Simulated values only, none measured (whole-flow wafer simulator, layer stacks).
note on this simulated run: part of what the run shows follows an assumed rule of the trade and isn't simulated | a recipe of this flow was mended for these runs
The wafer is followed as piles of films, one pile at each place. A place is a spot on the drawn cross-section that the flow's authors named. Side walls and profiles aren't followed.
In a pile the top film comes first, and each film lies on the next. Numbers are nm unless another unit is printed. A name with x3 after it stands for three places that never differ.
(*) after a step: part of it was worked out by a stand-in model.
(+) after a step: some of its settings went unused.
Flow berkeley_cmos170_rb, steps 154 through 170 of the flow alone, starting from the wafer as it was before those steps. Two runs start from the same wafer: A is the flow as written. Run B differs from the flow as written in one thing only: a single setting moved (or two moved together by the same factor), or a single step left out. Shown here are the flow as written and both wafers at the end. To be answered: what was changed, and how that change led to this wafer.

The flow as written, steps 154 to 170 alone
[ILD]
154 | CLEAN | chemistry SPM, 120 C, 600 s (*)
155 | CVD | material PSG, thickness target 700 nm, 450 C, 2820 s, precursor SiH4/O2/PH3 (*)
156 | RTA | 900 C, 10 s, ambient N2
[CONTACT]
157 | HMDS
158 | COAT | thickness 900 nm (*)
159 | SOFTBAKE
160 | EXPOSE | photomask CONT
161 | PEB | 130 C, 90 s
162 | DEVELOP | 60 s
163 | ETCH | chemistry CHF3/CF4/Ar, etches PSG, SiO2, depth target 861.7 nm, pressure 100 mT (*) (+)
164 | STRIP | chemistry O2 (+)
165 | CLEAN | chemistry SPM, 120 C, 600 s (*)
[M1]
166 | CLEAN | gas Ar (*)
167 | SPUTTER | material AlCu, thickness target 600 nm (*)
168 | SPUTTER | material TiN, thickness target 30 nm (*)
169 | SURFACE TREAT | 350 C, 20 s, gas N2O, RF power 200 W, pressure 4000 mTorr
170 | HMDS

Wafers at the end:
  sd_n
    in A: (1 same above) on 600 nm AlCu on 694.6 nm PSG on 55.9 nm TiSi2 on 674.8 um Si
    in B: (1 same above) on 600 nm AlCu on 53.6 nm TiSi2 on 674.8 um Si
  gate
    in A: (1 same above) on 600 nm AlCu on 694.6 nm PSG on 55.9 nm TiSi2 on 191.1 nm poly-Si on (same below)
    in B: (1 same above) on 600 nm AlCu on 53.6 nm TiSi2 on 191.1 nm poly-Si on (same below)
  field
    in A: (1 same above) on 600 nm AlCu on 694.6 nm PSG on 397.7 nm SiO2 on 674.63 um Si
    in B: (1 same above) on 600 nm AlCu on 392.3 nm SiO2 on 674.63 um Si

The reason: step 155, CVD: material PSG, thickness target 700 nm, 450 C, 2820 s, precursor SiH4/O2/PH3 (*), was omitted.

Step by step, how the change led to this:
  158 | COAT | thickness 900 nm (*)
      spacer_n: A KrF-resist gains 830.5 (new film) | B KrF-resist gains 794.9 (new film)
      gate: A KrF-resist gains 810 (new film) | B KrF-resist gains 769.1 (new film)
      (and at 3 other places as well)
  163 | ETCH | chemistry CHF3/CF4/Ar, etches PSG, SiO2, depth target 861.7 nm, pressure 100 mT (*) (+)
      contact: A PSG loses 700 (all of it), TiSi2 loses 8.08 | B TiSi2 loses 43.1
      field, sd_n, spacer_n, gate, sd_p, spacer_p, gate_p, m1: A KrF-resist loses 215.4 | B KrF-resist loses 287.2
  164 | STRIP | chemistry O2 (+)
      field: A KrF-resist loses 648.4 (all of it) | B KrF-resist loses 561.8 (all of it)
      sd_n: A KrF-resist loses 772.5 (all of it) | B KrF-resist loses 694.2 (all of it)
      (and at 6 other places as well)
  166 | CLEAN | gas Ar (*)
      sd_n, gate, sd_p, gate_p, m1: A PSG loses 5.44 | B TiSi2 loses 2.31
      field, spacer_n, spacer_p: A PSG loses 5.44 | B SiO2 loses 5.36
  167 | SPUTTER | material AlCu, thickness target 600 nm (*)
      sd_p: A AlCu gains 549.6 (new film) | B AlCu gains 576.7 (new film)
      contact: A AlCu gains 415.5 (new film) | B AlCu gains 600 (new film)
  168 | SPUTTER | material TiN, thickness target 30 nm (*)
      sd_p: A TiN gains 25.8 (new film) | B TiN gains 26.9 (new film)
      contact: A TiN gains 16.3 (new film) | B TiN gains 29.5 (new film)
